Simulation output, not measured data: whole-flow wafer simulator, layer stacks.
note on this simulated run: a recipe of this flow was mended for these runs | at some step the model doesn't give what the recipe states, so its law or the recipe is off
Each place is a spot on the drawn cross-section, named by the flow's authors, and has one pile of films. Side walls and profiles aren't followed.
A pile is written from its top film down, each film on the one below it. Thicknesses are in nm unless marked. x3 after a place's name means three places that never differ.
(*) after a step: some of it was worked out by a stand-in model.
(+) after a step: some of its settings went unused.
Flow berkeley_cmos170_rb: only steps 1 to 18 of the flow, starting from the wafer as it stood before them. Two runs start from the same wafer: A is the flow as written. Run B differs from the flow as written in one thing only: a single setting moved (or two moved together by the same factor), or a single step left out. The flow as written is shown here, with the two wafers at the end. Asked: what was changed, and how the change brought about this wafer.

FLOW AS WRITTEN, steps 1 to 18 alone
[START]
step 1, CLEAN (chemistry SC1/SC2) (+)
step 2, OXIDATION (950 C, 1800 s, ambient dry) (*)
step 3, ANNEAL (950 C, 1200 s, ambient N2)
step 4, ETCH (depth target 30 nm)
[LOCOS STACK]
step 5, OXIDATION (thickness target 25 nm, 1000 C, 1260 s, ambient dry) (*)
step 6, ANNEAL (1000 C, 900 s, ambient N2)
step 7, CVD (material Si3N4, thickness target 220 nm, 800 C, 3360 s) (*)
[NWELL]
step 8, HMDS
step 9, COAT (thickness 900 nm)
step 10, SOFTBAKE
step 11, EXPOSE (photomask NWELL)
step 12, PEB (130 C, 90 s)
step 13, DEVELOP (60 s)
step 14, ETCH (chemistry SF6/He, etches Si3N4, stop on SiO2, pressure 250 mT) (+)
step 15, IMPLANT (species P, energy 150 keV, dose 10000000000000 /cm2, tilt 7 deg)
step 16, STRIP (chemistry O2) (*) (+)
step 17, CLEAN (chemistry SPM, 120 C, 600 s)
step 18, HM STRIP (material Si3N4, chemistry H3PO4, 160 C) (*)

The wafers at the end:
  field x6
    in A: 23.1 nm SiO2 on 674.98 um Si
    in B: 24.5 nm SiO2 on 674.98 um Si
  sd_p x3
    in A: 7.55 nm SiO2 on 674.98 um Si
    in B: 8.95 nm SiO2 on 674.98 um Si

Cause: step 4, ETCH: depth target 15 nm was run, whereas the flow has depth target 30 nm.

The path from the change to this, step by step:
  step 4, ETCH (depth target 30 nm)
      field x6, sd_p x3: A SiO2 loses 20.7 (all of it) | B SiO2 loses 15
  step 5, OXIDATION (thickness target 25 nm, 1000 C, 1260 s, ambient dry) (*)
      field x6, sd_p x3: A SiO2 gains 26.6 (new film), Si loses 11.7 | B SiO2 gains 22.3, Si loses 9.79
